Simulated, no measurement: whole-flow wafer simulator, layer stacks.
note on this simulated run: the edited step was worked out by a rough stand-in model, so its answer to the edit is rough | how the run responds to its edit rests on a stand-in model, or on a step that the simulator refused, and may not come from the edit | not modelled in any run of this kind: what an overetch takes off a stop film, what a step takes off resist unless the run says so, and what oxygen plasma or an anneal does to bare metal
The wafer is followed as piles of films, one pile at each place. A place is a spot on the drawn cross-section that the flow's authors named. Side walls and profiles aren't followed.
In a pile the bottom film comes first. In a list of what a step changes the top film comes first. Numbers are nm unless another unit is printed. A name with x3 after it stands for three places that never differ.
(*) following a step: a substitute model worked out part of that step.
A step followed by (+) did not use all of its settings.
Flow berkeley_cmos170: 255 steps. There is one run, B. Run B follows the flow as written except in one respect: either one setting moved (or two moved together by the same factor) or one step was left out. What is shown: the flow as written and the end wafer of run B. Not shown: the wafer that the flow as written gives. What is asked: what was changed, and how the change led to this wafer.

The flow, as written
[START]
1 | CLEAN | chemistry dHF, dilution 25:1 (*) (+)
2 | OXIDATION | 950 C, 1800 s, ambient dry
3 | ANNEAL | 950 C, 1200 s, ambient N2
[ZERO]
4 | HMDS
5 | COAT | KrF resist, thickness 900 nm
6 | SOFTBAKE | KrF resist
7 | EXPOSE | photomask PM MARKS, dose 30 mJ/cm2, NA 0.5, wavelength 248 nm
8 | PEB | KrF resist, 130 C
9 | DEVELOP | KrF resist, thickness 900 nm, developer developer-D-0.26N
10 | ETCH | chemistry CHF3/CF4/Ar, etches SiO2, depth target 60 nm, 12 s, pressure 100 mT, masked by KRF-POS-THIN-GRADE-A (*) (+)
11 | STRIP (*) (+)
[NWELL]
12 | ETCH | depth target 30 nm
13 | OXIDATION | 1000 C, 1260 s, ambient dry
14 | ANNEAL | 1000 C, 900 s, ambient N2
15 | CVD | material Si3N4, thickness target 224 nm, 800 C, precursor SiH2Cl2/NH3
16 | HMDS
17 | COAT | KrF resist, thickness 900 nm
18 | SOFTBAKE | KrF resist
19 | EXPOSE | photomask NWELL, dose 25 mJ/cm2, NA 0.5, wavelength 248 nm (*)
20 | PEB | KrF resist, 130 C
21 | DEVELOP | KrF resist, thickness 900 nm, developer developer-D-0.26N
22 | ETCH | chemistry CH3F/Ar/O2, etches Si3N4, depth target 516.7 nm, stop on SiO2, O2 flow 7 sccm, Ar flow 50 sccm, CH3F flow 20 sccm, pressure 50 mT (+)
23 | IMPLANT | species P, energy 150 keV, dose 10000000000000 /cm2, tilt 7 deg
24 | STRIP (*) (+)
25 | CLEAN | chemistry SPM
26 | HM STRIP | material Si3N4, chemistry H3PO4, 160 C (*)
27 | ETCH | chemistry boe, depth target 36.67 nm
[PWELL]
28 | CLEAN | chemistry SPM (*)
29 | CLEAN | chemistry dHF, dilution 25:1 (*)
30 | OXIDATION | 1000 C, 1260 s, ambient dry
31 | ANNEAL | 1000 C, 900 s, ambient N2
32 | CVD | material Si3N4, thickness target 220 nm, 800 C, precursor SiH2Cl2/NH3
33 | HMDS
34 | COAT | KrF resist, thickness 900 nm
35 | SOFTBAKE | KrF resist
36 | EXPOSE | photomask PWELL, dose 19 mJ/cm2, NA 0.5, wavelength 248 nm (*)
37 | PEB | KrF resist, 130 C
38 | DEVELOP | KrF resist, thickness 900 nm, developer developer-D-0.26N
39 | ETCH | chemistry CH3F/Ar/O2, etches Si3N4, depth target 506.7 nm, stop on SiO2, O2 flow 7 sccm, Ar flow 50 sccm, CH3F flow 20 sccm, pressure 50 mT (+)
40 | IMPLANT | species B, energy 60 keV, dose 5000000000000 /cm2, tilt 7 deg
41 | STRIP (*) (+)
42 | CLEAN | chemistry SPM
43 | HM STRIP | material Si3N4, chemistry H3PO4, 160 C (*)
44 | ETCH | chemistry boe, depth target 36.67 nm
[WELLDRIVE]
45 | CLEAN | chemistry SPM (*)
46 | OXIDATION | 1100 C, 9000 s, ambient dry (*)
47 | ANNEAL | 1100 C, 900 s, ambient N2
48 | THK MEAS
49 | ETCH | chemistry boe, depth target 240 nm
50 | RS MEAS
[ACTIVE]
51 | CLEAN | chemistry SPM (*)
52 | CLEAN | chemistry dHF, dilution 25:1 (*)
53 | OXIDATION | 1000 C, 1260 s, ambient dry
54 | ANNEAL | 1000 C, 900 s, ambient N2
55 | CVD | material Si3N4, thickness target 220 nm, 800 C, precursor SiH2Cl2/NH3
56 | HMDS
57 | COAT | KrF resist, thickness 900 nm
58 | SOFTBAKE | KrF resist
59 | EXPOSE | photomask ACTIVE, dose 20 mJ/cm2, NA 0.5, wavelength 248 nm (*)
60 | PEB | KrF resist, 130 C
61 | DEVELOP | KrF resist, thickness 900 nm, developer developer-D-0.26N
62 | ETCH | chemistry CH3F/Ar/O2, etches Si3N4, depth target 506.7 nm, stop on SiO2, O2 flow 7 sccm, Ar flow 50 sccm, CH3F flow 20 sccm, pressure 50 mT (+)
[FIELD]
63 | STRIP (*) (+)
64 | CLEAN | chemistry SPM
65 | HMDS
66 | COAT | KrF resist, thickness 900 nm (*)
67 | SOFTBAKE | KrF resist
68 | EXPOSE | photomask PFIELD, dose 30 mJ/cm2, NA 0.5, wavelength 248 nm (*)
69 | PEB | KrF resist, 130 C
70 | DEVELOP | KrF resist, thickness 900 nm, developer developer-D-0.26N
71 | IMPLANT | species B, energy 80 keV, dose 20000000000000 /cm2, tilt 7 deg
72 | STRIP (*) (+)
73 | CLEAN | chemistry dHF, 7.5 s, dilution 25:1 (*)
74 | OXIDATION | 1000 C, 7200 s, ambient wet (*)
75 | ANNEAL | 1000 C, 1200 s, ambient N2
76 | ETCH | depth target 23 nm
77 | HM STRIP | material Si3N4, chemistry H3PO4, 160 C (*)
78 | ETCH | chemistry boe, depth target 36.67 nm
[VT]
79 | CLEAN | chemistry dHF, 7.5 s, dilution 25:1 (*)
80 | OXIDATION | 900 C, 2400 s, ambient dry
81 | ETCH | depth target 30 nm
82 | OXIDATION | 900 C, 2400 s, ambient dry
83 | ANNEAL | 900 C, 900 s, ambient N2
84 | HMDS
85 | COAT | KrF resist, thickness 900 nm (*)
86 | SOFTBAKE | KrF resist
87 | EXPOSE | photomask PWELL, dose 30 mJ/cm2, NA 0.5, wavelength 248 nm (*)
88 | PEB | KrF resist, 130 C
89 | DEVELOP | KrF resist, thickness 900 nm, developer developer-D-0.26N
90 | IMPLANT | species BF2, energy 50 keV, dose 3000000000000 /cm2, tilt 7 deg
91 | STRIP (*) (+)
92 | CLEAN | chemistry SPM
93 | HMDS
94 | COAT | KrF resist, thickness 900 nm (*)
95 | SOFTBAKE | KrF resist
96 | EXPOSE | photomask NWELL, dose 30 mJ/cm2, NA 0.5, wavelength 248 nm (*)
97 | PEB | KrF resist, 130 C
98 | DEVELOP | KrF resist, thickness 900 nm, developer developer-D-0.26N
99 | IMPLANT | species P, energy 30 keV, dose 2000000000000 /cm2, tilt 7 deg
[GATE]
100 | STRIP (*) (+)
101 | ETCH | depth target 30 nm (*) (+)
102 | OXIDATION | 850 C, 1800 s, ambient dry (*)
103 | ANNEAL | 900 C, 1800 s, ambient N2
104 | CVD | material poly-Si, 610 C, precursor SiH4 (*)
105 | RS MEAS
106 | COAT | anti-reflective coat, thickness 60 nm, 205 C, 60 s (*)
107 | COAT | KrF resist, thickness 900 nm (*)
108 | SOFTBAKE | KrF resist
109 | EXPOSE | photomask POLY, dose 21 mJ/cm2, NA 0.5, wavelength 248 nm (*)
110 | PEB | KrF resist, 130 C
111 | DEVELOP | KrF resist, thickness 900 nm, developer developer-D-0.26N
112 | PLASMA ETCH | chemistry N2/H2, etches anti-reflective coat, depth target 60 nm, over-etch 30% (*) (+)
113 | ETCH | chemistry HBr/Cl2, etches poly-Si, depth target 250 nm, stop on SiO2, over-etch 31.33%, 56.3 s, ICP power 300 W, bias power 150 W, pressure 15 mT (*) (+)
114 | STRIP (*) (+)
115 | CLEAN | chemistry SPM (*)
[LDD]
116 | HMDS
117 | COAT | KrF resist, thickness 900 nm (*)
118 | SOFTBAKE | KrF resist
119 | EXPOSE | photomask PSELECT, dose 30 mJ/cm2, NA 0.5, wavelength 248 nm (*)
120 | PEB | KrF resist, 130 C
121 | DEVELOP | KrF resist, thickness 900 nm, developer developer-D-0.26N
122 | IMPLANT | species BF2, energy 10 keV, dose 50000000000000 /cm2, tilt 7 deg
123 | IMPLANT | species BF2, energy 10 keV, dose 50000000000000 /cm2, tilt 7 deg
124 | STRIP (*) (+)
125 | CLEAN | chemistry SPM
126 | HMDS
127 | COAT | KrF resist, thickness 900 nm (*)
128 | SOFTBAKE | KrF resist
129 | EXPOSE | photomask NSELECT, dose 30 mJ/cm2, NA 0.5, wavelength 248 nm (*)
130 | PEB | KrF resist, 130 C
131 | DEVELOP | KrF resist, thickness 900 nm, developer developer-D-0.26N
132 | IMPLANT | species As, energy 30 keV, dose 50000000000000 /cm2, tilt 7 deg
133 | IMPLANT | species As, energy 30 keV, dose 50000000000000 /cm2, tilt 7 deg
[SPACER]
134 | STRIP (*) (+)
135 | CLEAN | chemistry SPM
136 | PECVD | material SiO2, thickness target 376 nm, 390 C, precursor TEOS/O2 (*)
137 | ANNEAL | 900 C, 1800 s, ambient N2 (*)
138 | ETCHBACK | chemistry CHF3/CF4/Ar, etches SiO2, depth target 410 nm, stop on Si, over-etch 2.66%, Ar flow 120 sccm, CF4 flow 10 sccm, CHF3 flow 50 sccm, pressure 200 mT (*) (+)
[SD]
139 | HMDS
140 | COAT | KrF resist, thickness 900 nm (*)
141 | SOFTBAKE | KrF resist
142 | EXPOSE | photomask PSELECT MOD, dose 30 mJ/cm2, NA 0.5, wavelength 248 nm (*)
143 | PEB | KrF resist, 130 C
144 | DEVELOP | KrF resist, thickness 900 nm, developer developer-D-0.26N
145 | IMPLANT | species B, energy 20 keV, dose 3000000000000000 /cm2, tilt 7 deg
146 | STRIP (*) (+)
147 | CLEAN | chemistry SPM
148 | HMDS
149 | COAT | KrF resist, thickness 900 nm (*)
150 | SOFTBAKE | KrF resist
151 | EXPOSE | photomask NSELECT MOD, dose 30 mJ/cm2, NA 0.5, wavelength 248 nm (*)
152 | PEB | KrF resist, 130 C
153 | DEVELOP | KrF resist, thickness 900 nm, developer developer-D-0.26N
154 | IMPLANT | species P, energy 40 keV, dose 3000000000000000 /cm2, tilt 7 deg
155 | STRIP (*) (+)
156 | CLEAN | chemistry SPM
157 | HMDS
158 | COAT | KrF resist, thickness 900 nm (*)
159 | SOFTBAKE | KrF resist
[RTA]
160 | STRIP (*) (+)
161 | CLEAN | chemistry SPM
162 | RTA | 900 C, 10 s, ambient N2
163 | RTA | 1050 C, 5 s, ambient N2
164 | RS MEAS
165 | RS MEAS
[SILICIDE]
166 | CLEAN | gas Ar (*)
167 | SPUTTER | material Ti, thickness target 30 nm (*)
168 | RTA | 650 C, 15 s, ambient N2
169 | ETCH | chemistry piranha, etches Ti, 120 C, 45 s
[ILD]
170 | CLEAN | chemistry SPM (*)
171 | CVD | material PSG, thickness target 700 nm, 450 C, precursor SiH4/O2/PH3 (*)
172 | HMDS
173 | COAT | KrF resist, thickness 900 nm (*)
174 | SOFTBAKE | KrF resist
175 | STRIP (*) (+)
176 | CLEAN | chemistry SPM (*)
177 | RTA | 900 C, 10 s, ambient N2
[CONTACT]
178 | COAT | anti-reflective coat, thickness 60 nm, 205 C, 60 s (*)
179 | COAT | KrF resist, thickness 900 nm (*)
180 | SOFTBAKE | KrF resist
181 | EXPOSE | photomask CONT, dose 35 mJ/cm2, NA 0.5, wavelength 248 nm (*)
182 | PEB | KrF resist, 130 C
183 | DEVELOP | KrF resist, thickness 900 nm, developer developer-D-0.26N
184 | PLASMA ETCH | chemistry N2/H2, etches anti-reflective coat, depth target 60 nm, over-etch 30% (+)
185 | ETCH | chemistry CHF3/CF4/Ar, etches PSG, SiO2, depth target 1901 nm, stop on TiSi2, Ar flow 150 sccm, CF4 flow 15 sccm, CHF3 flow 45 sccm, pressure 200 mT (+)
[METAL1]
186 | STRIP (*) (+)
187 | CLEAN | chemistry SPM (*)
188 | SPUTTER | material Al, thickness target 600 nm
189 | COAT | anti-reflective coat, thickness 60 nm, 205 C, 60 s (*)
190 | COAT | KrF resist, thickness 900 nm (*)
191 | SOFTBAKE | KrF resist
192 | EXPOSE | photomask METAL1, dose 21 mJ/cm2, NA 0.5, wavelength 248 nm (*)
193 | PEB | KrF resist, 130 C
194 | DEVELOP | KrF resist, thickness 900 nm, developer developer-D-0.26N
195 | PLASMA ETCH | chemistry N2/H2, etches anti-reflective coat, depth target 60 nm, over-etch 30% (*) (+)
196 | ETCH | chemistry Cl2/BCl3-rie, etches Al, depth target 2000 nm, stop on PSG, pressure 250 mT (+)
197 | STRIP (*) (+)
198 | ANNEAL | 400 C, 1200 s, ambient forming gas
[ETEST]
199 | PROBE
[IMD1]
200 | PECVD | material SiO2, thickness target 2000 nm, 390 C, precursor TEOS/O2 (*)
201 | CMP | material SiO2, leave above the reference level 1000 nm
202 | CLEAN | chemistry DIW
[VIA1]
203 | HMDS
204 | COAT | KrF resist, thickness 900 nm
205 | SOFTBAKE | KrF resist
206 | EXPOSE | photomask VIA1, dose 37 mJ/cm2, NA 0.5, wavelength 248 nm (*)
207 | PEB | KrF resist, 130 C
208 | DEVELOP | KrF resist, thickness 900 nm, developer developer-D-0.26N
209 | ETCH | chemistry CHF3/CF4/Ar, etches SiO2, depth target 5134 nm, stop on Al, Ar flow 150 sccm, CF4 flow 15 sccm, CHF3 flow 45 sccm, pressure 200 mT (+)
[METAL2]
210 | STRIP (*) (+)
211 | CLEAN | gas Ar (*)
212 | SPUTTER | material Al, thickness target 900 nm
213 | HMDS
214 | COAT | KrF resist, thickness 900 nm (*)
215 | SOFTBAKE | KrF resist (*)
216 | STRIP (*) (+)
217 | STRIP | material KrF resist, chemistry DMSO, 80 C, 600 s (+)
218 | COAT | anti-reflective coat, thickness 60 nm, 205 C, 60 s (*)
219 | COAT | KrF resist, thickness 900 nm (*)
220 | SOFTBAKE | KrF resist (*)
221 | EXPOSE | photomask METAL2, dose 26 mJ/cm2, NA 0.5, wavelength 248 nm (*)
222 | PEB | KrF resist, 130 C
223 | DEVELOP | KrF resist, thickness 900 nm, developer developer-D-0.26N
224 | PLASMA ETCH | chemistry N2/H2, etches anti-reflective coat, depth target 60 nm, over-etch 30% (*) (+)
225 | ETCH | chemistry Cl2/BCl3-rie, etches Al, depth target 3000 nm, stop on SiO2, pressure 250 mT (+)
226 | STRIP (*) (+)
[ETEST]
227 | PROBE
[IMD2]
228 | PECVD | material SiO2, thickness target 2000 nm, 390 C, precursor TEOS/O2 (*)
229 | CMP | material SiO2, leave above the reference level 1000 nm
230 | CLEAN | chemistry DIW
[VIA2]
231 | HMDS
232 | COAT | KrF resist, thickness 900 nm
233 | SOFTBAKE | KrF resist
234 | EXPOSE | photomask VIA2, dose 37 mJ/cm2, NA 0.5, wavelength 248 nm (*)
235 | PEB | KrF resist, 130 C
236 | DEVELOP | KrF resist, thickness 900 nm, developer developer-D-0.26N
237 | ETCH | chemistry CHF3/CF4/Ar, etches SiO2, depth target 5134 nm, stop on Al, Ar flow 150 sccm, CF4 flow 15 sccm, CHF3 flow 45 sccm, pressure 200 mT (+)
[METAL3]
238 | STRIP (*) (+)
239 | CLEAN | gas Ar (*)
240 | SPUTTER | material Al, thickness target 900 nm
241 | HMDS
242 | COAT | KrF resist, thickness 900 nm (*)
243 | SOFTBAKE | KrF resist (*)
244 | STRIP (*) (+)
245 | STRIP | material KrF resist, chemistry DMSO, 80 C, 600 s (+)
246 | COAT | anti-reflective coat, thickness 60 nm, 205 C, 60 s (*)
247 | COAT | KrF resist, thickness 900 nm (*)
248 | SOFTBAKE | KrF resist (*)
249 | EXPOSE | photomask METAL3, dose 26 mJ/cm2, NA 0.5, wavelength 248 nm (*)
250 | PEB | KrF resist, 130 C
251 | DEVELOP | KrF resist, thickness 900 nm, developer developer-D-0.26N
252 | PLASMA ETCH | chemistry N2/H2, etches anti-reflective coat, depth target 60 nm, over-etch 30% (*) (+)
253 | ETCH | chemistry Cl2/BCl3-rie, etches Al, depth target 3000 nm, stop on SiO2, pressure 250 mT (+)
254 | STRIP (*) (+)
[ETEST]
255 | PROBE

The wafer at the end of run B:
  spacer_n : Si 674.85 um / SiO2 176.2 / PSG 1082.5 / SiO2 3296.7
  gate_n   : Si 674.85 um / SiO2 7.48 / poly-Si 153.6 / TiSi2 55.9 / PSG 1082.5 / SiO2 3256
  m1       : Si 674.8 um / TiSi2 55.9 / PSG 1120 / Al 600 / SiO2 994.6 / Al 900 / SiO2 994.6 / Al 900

Cause: step 171, CVD: thickness target 1120 nm was run, though the flow has thickness target 700 nm.
The wafer itself shows it: m1 has PSG 1120, and step 171 as written asks for 700 nm.

How this came from the change, step by step:
  171 | CVD | material PSG, thickness target 700 nm, 450 C, precursor SiH4/O2/PH3 (*)
      field, sd_n, spacer_n and 9 more: +1120 PSG (new film) (in the flow as written it would be: +700 PSG (new film))
  178 | COAT | anti-reflective coat, thickness 60 nm, 205 C, 60 s (*)
      field: +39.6 anti-reflective coat (new film) (in the flow as written it would be: +38.6 anti-reflective coat (new film))
      sd_n: +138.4 anti-reflective coat (new film) (in the flow as written it would be: +135.1 anti-reflective coat (new film))
      (as well as at 4 more places)
  184 | PLASMA ETCH | chemistry N2/H2, etches anti-reflective coat, depth target 60 nm, over-etch 30% (+)
      field, sd_n, spacer_n and 8 more: -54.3 KrF resist (in the flow as written it would be: -52.6 KrF resist)
      contact: -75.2 anti-reflective coat (all of it), -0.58 PSG (in the flow as written it would be: -72.8 anti-reflective coat (all of it), -0.56 PSG)
  185 | ETCH | chemistry CHF3/CF4/Ar, etches PSG, SiO2, depth target 1901 nm, stop on TiSi2, Ar flow 150 sccm, CF4 flow 15 sccm, CHF3 flow 45 sccm, pressure 200 mT (+)
      field, sd_n, spacer_n and 8 more: -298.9 KrF resist (in the flow as written it would be: -193.9 KrF resist)
      contact: -1119.4 PSG (all of it), -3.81 TiSi2 (in the flow as written it would be: -699.4 PSG (all of it), -3.81 TiSi2)
  186 | STRIP (*) (+)
      field: -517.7 KrF resist (all of it), -39.6 anti-reflective coat (all of it) (in the flow as written it would be: -623.9 KrF resist (all of it), -38.6 anti-reflective coat (all of it))
      sd_n: -535.3 KrF resist (all of it), -138.4 anti-reflective coat (all of it) (in the flow as written it would be: -643.8 KrF resist (all of it), -135.1 anti-reflective coat (all of it))
      (as well as at 9 more places)
  188 | SPUTTER | material Al, thickness target 600 nm
      contact: +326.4 Al (new film) (in the flow as written it would be: +415.7 Al (new film))
  189 | COAT | anti-reflective coat, thickness 60 nm, 205 C, 60 s (*)
      sd_n: +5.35 anti-reflective coat (new film) (in the flow as written it would be: +17.7 anti-reflective coat (new film))
      gate_n: +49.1 anti-reflective coat (new film) (in the flow as written it would be: +48 anti-reflective coat (new film))
      (as well as at 3 more places)
  190 | COAT | KrF resist, thickness 900 nm (*)
      sd_n: +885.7 KrF resist (new film) (in the flow as written it would be: +922.1 KrF resist (new film))
      contact: +1815.4 KrF resist (new film) (in the flow as written it would be: +1495.4 KrF resist (new film))
  193 | PEB | KrF resist, 130 C
      contact: -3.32 KrF resist (in the flow as written it would be: -2.63 KrF resist)
  194 | DEVELOP | KrF resist, thickness 900 nm, developer developer-D-0.26N
      sd_n: -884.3 KrF resist (all of it) (in the flow as written it would be: -920.6 KrF resist (all of it))
  195 | PLASMA ETCH | chemistry N2/H2, etches anti-reflective coat, depth target 60 nm, over-etch 30% (*) (+)
      sd_n: -5.35 anti-reflective coat (all of it) (in the flow as written it would be: -17.7 anti-reflective coat (all of it))
      gate_n: -49.1 anti-reflective coat (all of it) (in the flow as written it would be: -48 anti-reflective coat (all of it))
      (as well as at 1 more place)
  197 | STRIP (*) (+)
      contact: -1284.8 KrF resist (all of it), -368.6 anti-reflective coat (all of it) (in the flow as written it would be: -966.1 KrF resist (all of it), -261.9 anti-reflective coat (all of it))
      via1: -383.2 KrF resist (all of it), -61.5 anti-reflective coat (all of it) (in the flow as written it would be: -392.8 KrF resist (all of it), -63.6 anti-reflective coat (all of it))
  200 | PECVD | material SiO2, thickness target 2000 nm, 390 C, precursor TEOS/O2 (*)
      contact: +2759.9 SiO2 (new film) (in the flow as written it would be: +1949.3 SiO2 (new film))
  201 | CMP | material SiO2, leave above the reference level 1000 nm
      contact: -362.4 SiO2 (in the flow as written it would be: -61.1 SiO2)
